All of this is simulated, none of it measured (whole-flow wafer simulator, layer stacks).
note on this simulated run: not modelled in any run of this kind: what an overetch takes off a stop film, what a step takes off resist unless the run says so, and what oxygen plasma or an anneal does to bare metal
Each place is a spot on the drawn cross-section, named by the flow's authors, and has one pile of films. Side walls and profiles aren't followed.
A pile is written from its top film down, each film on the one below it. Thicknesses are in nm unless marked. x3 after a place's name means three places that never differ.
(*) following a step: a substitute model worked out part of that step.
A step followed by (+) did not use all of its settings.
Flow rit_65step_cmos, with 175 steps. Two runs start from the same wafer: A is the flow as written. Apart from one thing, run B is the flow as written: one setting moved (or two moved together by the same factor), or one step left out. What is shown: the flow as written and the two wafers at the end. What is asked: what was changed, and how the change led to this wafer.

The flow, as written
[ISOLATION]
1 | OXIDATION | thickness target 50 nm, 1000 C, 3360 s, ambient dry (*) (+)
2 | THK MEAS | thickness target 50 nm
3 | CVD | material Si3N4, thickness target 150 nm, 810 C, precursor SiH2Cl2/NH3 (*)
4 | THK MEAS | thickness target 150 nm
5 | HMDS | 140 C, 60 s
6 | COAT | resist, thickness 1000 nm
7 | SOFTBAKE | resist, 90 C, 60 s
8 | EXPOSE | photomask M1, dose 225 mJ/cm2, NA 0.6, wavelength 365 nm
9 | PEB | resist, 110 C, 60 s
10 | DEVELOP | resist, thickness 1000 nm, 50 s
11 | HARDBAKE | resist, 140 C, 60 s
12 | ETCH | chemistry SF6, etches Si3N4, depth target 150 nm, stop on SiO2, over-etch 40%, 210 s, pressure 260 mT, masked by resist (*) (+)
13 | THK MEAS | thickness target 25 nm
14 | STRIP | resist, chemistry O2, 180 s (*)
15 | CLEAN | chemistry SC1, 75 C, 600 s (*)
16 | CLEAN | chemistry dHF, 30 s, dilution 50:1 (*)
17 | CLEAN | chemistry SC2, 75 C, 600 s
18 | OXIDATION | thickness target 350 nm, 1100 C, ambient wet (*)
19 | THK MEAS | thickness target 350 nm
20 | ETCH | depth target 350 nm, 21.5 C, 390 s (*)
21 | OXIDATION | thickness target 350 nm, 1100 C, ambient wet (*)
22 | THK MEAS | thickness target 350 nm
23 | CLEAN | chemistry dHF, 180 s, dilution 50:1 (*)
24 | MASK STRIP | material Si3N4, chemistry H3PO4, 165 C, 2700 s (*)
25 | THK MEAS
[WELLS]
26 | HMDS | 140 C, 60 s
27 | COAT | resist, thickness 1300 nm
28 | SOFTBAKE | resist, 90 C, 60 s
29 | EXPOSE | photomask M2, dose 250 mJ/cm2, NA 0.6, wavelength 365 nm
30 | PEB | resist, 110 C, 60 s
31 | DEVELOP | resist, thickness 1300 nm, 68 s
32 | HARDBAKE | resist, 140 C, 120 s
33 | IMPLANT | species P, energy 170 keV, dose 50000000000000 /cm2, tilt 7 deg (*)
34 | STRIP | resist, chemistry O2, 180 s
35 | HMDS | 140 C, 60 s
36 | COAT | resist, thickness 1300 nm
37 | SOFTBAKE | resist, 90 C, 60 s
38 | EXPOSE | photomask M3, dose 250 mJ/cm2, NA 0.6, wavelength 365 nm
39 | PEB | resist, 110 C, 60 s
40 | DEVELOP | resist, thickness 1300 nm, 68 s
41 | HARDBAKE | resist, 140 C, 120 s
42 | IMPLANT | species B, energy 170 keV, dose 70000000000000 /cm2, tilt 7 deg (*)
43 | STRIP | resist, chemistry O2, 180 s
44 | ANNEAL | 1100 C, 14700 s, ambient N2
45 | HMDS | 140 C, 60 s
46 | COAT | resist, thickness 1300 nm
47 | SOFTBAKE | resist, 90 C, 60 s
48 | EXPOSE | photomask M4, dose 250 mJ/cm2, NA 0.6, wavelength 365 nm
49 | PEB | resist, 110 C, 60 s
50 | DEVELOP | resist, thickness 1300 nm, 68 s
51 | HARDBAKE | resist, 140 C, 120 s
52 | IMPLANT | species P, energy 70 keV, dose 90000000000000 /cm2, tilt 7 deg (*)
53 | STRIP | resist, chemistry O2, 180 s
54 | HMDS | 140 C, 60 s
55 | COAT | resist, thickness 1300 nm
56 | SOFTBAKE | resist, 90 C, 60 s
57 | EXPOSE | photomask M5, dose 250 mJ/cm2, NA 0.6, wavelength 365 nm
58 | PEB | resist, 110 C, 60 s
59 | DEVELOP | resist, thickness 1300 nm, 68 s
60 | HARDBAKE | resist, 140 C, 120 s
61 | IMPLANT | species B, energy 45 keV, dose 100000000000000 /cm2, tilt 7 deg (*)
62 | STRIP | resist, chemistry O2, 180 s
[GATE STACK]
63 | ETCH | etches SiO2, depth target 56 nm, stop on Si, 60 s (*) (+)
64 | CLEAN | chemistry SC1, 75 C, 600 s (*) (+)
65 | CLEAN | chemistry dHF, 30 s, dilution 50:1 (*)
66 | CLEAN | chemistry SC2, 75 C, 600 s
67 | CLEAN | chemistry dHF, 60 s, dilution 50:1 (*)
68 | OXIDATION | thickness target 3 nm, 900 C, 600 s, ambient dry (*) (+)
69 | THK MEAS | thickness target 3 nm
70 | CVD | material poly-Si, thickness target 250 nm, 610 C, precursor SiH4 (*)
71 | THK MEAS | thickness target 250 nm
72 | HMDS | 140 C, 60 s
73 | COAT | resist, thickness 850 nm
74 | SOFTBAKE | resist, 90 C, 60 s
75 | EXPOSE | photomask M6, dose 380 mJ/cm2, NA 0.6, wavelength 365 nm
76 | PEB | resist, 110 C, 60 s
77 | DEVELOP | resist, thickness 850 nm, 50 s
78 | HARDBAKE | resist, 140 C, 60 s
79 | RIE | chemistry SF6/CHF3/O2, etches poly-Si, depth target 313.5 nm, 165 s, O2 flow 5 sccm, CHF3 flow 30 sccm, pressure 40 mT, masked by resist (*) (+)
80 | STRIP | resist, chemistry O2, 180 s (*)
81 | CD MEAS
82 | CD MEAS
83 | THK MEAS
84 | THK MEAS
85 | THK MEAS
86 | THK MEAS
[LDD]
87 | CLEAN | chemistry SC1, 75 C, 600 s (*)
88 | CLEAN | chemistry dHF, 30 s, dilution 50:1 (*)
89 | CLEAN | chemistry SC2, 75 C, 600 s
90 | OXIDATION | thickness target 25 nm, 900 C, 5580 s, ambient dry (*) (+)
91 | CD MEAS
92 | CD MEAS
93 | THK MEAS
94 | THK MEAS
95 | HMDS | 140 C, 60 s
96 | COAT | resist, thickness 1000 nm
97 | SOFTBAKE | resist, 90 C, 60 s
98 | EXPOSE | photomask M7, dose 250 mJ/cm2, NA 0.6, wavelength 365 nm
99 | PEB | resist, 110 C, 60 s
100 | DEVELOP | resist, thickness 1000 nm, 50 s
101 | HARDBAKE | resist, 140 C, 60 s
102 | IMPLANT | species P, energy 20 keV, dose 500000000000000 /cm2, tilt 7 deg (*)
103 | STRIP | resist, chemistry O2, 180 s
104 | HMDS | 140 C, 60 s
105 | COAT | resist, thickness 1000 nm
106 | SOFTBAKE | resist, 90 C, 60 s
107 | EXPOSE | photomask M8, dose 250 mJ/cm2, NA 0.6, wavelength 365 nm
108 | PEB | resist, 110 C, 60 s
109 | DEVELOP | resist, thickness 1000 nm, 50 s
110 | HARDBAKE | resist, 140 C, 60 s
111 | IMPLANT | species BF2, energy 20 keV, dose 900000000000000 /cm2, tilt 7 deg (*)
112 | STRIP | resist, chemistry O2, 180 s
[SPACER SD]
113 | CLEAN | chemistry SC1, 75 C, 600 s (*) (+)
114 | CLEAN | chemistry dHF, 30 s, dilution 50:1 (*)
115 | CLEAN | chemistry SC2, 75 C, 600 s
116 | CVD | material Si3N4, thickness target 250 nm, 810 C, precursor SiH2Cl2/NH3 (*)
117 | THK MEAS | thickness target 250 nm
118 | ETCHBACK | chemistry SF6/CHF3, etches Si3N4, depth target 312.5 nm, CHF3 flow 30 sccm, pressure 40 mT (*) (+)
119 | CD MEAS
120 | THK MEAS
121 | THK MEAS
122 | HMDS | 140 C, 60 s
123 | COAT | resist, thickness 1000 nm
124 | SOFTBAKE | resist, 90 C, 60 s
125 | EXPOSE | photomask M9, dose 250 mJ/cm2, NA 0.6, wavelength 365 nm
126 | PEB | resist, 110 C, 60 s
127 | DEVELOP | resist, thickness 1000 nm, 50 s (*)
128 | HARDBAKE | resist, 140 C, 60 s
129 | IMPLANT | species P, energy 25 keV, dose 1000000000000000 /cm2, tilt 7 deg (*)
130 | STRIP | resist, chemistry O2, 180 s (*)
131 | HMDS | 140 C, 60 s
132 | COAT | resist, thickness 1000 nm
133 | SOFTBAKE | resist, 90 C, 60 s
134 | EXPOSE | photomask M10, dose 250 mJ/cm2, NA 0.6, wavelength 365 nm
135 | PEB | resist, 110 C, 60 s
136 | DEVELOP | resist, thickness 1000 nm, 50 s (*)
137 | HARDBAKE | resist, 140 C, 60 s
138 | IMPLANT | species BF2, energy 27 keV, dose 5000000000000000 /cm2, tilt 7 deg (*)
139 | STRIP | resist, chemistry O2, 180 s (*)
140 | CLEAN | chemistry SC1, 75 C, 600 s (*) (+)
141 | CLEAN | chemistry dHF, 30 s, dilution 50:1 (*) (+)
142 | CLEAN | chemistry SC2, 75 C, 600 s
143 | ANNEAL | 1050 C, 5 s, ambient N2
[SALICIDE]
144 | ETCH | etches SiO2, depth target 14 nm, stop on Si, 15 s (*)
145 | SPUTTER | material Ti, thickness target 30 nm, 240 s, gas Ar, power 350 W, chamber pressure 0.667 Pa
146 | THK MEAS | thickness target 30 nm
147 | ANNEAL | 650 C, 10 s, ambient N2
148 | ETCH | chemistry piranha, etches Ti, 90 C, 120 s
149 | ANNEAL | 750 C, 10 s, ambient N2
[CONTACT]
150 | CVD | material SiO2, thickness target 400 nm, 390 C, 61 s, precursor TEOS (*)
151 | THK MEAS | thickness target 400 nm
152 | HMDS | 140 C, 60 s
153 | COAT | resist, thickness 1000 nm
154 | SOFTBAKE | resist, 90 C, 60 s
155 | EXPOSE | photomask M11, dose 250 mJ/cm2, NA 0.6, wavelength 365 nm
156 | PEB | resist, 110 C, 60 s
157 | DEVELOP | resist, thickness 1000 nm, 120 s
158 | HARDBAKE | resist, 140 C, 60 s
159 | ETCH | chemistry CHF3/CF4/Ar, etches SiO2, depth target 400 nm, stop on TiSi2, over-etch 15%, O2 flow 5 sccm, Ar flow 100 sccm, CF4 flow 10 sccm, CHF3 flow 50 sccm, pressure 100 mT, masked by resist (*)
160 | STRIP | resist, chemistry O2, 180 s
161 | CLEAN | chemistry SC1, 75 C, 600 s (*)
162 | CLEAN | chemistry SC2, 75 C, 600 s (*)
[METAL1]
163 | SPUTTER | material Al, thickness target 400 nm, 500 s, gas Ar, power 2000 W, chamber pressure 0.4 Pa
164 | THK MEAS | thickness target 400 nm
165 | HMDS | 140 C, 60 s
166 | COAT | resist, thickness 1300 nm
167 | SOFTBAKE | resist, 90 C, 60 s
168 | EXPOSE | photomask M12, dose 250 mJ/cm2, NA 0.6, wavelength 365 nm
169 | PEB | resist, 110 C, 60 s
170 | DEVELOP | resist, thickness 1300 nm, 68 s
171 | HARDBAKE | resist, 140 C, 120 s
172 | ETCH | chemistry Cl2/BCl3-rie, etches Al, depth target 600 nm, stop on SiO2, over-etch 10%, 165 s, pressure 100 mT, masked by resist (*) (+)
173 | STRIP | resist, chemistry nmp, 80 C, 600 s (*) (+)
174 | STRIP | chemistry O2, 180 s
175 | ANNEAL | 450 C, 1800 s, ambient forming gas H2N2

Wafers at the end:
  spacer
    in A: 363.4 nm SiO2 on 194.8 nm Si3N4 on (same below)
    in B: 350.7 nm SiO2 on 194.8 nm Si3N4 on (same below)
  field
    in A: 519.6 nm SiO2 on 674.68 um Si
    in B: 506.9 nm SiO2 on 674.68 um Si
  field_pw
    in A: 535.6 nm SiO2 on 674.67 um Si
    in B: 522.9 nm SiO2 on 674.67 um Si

Cause: step 163, SPUTTER: thickness target 298 nm was run, while the flow as written has thickness target 400 nm; step 163, SPUTTER: 372 s was run, where the flow has 500 s.

The path from the change to this, step by step:
  163 | SPUTTER | material Al, thickness target 400 nm, 500 s, gas Ar, power 2000 W, chamber pressure 0.4 Pa
      field, field_p, spacer, spacer_p: A +400 Al (new film) | B +298 Al (new film)
      gate_n, gate_p: A +396 Al (new film) | B +298 Al (new film)
      (and at 2 other places as well)
  172 | ETCH | chemistry Cl2/BCl3-rie, etches Al, depth target 600 nm, stop on SiO2, over-etch 10%, 165 s, pressure 100 mT, masked by resist (*) (+)
      field, spacer, spacer_p: A -400 Al (all of it), -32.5 SiO2 | B -298 Al (all of it), -45.2 SiO2
      gate_n, gate_p: A -396 Al (all of it), -33 SiO2 | B -298 Al (all of it), -45.2 SiO2
      (and at 3 other places as well)
